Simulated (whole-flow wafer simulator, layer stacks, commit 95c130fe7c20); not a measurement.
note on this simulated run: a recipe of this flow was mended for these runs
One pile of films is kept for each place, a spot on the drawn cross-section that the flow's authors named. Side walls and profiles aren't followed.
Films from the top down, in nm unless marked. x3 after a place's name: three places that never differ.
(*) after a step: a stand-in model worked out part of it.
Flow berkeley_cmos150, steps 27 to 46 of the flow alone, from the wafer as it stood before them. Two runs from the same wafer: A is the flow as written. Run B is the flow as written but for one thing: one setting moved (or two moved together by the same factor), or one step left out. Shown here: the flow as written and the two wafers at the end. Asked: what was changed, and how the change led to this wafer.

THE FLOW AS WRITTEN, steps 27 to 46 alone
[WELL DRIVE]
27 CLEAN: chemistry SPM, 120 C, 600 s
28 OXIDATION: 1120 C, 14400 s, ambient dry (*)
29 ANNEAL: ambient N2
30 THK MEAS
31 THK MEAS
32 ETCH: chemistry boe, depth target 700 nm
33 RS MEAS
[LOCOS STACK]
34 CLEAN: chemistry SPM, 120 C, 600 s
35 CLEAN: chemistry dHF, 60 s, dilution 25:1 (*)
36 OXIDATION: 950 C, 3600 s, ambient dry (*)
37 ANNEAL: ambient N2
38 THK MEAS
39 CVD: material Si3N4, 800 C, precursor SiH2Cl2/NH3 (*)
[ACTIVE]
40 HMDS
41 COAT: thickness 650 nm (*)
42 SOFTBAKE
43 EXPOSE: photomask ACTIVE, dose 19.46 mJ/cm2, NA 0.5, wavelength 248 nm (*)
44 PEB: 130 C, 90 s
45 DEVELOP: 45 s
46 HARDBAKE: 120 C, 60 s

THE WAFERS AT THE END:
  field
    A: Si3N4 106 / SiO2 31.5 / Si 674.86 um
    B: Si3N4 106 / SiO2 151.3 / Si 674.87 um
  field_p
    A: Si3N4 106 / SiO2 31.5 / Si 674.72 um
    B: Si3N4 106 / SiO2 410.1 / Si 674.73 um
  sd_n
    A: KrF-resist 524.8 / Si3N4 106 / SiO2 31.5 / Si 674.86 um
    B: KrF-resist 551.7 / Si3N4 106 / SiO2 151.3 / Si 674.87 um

The cause: step 32, ETCH: depth target 140 nm was run, where the flow has depth target 700 nm.

How the change led to this, step by step:
  32 ETCH: chemistry boe, depth target 700 nm
      field, sd_n, gate_n, contact, m1: A SiO2 -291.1 (all of it) | B SiO2 -140
      field_p, sd_p, gate_p: A SiO2 -555.5 (all of it) | B SiO2 -140
  34 CLEAN: chemistry SPM, 120 C, 600 s
      field, field_p, sd_n, gate_n, sd_p, gate_p, contact, m1: A chemical SiO2 +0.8 (new film), Si -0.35 | B nothing
  35 CLEAN: chemistry dHF, 60 s, dilution 25:1 (*)
      field, field_p, sd_n, gate_n, sd_p, gate_p, contact, m1: A chemical SiO2 -0.8 (all of it) | B SiO2 -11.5
  36 OXIDATION: 950 C, 3600 s, ambient dry (*)
      field, sd_n, gate_n, contact, m1: A SiO2 +31.5 (new film), Si -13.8 | B SiO2 +11.7, Si -5.17
      field_p, sd_p, gate_p: A SiO2 +31.5 (new film), Si -13.8 | B SiO2 +6.07, Si -2.67
  41 COAT: thickness 650 nm (*)
      field: A KrF-resist +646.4 (new film) | B KrF-resist +681.9 (new film)
      field_p: A KrF-resist +715.2 (new film) | B KrF-resist +588.9 (new film)
      (and at 4 more places)
  45 DEVELOP: 45 s
      field: A KrF-resist -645 (all of it) | B KrF-resist -680.4 (all of it)
      field_p: A KrF-resist -713.6 (all of it) | B KrF-resist -587.6 (all of it)
  46 HARDBAKE: 120 C, 60 s
      sd_n: A KrF-resist -93.3 | B KrF-resist -98
      sd_p: A KrF-resist -102.4 | B KrF-resist -89.4
      (and at 2 more places)
